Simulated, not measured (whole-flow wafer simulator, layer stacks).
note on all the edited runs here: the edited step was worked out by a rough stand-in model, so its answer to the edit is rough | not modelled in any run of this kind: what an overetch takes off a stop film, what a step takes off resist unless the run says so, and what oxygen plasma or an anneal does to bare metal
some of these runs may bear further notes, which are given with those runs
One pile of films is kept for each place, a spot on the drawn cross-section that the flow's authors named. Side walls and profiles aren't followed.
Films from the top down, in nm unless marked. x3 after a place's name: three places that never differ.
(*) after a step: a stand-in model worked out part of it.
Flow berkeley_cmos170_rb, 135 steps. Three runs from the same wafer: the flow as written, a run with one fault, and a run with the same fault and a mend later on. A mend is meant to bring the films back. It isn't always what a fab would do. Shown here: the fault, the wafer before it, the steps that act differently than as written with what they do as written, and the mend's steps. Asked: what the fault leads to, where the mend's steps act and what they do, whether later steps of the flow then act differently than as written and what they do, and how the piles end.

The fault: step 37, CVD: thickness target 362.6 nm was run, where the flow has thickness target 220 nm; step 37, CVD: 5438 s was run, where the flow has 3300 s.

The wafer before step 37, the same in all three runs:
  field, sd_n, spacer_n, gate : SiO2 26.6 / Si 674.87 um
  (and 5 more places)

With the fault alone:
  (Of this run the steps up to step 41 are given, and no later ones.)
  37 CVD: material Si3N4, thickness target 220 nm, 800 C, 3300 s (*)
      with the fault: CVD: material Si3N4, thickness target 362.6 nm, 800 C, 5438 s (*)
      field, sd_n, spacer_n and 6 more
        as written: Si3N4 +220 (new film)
        with the fault: Si3N4 +362.6 (new film)
  No later step of the flow up to step 41 acts differently than as written at any place that is followed.
  After step 41 the piles differ from the flow's by more than 2% or 0.5 nm, whichever is larger, at field, sd_n, spacer_n and 6 more.
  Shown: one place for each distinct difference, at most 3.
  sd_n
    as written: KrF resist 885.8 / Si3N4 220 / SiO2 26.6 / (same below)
    with the fault: KrF resist 885.8 / Si3N4 362.6 / SiO2 26.6 / (same below)
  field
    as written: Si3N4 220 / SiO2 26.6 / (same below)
    with the fault: Si3N4 362.6 / SiO2 26.6 / (same below)

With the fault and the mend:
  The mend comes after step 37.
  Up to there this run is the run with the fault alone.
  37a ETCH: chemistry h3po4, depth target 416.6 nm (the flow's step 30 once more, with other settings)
      field, sd_n, spacer_n and 6 more
        Si3N4 -362.6 (all of it)
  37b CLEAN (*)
      changes no film at any place that is followed
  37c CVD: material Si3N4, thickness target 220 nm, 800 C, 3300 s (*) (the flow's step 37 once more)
      field, sd_n, spacer_n and 6 more
        Si3N4 +220 (new film)
  No later step of the flow acts differently than as written at any place that is followed.
  At the end the piles are the same as the flow's at every place that both follow.
